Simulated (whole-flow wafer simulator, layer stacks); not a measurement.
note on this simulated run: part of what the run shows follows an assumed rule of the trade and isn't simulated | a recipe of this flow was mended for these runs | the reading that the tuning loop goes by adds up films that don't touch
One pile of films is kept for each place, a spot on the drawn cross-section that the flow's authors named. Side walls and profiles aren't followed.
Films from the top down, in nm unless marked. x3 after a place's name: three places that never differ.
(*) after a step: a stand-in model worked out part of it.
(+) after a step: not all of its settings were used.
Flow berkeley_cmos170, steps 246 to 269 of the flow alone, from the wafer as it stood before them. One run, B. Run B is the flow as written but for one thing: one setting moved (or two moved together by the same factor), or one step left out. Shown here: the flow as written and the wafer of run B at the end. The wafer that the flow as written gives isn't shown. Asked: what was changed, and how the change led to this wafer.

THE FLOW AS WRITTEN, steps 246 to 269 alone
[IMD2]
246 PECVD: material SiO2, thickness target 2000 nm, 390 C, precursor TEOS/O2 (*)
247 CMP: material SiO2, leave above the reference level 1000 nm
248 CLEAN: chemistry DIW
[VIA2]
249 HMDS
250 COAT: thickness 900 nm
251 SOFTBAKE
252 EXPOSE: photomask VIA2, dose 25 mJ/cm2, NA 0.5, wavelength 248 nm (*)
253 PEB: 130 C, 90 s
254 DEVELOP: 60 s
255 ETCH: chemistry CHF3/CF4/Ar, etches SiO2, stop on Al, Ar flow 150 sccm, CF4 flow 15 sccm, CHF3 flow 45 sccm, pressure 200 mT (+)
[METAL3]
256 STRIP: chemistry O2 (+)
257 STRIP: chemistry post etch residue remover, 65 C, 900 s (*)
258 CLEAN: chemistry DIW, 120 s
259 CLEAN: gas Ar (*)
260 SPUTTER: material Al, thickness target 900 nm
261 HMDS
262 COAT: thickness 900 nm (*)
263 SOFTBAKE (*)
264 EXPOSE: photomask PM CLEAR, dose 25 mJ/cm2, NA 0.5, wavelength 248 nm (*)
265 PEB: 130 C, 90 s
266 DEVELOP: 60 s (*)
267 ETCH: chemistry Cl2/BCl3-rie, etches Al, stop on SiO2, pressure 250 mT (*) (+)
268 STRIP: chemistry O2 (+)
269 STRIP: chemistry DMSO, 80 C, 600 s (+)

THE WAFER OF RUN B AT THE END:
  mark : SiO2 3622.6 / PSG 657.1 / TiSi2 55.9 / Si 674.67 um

The cause: step 246, PECVD: thickness target 2600 nm was run, where the flow has thickness target 2000 nm.

How the change led to this, step by step:
  246 PECVD: material SiO2, thickness target 2000 nm, 390 C, precursor TEOS/O2 (*)
      field, mark, sd_n, spacer_n, gate_n, sd_p, spacer_p, gate_p: SiO2 +2600 (as written it would be: SiO2 +2000)
      contact, m1, m2, via2: SiO2 +2600 (new film) (as written it would be: SiO2 +2000 (new film))
      (and at 1 more place)
  247 CMP: material SiO2, leave above the reference level 1000 nm
      mark: SiO2 -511 (as written it would be: nothing)
      field, sd_n, spacer_n, gate_n, sd_p, spacer_p, gate_p: SiO2 -646.6 (as written it would be: SiO2 -46.6)
      (and at 5 more places)
